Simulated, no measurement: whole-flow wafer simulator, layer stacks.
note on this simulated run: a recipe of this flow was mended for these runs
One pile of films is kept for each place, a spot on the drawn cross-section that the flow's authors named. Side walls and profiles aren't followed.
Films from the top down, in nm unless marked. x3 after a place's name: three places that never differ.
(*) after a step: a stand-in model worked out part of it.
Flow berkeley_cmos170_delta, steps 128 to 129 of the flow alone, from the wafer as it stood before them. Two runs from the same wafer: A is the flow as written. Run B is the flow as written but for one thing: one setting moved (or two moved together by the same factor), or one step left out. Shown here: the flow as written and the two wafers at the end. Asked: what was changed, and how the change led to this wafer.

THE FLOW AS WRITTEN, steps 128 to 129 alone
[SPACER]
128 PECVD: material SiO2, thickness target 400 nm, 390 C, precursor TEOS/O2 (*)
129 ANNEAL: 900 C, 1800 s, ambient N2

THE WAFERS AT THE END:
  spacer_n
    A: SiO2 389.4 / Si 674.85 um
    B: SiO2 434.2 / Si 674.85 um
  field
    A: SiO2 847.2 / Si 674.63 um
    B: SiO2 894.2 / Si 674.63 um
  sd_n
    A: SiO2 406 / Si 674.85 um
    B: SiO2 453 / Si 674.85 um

The cause: step 128, PECVD: thickness target 447 nm was run, where the flow has thickness target 400 nm.

How the change led to this, step by step:
  128 PECVD: material SiO2, thickness target 400 nm, 390 C, precursor TEOS/O2 (*)
      field, sd_n, contact, m1: A SiO2 +400 | B SiO2 +447
      spacer_n, sd_p, spacer_p: A SiO2 +383.7 | B SiO2 +428.5
      (and at 2 more places)
